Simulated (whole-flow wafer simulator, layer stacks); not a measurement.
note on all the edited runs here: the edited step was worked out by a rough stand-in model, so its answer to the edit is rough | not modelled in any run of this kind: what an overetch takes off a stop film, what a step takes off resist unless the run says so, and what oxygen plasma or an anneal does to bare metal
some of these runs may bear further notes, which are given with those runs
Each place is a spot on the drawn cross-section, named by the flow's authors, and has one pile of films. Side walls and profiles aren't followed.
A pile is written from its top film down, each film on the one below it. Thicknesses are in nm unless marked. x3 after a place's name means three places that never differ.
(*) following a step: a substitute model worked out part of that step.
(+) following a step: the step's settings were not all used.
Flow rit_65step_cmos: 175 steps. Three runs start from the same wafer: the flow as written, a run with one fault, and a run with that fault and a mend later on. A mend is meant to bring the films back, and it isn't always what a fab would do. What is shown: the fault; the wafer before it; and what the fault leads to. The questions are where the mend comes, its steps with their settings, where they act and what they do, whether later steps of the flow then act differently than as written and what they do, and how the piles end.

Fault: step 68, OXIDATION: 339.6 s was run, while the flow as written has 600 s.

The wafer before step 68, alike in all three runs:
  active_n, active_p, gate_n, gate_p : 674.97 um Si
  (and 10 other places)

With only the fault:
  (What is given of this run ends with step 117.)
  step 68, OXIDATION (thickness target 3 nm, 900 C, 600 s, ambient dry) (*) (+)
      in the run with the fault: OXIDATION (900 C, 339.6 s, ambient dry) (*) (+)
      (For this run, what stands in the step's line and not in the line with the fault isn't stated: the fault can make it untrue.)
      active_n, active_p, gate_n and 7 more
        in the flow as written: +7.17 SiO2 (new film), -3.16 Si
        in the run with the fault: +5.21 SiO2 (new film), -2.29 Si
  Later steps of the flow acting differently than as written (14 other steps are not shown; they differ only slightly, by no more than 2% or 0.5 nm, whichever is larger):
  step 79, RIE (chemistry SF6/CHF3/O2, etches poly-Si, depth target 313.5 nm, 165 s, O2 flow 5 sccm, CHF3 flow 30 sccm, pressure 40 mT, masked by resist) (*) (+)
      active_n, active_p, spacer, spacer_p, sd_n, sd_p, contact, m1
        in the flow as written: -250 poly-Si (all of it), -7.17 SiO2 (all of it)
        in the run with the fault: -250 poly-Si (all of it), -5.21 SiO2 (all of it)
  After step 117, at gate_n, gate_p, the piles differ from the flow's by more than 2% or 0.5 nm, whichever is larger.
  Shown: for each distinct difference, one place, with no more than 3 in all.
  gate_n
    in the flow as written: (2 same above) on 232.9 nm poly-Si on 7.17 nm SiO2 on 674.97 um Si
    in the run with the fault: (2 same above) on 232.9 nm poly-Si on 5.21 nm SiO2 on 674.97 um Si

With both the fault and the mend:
  The mend stands after step 69.
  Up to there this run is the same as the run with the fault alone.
  step 69a, OXIDATION (900 C, 260.4 s, ambient dry) (*) (+) (the flow's step 68, run once more with other settings)
      active_n, active_p, gate_n and 7 more
        +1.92 SiO2, -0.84 Si
  None of the later steps of the flow differs from how it acts as written, at any place that is followed, by more than 2% or 0.5 nm, whichever is larger.
  When the end is reached, the piles differ only a little from the flow's at the places that both follow, at most by 2% or 0.5 nm, whichever is larger.
